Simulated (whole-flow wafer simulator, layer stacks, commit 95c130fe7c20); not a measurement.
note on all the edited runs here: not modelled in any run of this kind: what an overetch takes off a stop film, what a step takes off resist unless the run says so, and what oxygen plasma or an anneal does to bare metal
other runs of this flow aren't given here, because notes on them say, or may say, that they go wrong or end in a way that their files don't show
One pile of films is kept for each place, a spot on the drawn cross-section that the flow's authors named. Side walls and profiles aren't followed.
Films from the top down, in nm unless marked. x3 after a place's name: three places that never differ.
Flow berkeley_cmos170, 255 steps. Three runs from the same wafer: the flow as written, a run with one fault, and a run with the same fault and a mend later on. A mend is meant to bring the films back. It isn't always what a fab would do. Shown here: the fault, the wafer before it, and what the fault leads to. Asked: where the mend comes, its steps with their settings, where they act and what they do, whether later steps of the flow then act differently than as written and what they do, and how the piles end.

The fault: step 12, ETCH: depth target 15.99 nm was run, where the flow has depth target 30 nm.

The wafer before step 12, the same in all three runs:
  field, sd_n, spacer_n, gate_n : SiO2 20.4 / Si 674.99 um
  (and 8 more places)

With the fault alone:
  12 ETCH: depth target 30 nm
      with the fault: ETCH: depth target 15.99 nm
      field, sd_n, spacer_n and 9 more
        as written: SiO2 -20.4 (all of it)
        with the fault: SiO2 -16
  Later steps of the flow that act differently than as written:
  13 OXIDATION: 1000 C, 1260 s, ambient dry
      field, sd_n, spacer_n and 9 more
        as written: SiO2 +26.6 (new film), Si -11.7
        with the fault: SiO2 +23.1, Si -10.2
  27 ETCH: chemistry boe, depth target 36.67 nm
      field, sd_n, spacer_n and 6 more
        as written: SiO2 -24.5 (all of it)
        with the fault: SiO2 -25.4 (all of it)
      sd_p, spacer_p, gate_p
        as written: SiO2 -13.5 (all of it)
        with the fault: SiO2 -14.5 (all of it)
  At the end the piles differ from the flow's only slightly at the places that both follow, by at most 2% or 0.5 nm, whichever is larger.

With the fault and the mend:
  The mend comes after step 12.
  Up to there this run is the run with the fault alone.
  12a ETCH: depth target 14.01 nm (the flow's step 12 once more, with other settings)
      field, sd_n, spacer_n and 9 more
        SiO2 -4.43 (all of it)
  No later step of the flow acts differently than as written at any place that is followed.
  At the end the piles are the same as the flow's at every place that both follow.
